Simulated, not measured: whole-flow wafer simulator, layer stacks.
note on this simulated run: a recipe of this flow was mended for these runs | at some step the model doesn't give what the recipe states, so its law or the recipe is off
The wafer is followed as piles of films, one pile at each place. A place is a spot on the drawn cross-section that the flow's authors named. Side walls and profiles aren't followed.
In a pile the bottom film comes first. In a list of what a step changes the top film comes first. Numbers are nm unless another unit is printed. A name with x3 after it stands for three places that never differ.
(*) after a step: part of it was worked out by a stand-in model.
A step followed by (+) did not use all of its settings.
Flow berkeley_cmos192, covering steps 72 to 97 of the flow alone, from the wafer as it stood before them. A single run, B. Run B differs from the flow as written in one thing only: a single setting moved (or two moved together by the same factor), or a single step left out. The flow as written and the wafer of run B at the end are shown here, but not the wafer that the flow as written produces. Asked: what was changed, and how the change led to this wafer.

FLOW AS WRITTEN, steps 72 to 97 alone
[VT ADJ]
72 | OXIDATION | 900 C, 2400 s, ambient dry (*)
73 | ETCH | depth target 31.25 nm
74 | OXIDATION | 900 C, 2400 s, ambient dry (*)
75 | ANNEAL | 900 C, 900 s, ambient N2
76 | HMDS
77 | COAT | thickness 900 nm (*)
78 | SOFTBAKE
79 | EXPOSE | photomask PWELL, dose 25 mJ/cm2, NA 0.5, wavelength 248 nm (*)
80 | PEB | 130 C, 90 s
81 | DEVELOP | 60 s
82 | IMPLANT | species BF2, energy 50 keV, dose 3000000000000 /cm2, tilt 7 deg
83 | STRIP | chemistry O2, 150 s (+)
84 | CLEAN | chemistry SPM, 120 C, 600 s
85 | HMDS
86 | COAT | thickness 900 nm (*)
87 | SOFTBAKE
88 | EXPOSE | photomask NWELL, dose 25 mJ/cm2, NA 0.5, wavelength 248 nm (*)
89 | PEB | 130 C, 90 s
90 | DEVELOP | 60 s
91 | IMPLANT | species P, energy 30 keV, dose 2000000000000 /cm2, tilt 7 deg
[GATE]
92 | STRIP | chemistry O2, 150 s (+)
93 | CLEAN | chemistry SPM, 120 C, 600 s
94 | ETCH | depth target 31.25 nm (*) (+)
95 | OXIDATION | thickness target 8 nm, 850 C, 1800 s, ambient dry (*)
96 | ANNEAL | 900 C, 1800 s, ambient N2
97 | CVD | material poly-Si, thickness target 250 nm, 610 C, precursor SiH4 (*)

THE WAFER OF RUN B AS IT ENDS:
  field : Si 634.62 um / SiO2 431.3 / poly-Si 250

Cause: step 94, ETCH: depth target 15.62 nm was run, while the flow as written has depth target 31.25 nm.

Step by step, how the change led to this:
  94 | ETCH | depth target 31.25 nm (*) (+)
      field: SiO2 loses 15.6 (in the flow as written it would be: SiO2 loses 31.2)
